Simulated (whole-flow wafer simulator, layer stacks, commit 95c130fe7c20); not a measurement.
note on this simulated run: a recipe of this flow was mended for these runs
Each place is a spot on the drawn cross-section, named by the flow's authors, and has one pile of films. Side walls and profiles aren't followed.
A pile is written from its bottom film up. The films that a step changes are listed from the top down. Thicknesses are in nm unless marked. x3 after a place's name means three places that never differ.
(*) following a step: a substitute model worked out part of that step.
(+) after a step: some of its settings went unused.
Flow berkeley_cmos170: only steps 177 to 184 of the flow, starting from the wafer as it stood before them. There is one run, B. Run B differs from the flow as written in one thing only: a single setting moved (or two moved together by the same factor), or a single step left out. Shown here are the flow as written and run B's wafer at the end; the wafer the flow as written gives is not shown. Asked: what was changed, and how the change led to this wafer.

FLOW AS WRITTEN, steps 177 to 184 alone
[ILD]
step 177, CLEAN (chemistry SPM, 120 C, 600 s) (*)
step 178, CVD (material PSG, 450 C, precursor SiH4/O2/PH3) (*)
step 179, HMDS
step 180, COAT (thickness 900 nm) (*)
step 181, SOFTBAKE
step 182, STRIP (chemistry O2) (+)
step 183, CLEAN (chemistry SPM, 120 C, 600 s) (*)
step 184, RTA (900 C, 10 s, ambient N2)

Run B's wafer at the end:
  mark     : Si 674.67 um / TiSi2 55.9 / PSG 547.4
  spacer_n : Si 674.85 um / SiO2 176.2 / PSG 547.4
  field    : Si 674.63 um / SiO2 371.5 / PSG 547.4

Cause: step 178, CVD: 415 C was run, though the flow has 450 C.

How this came from the change, step by step:
  step 178, CVD (material PSG, 450 C, precursor SiH4/O2/PH3) (*)
      field, mark, sd_n and 10 more: PSG gains 547.4 (new film) (it would be, as written: PSG gains 700 (new film))
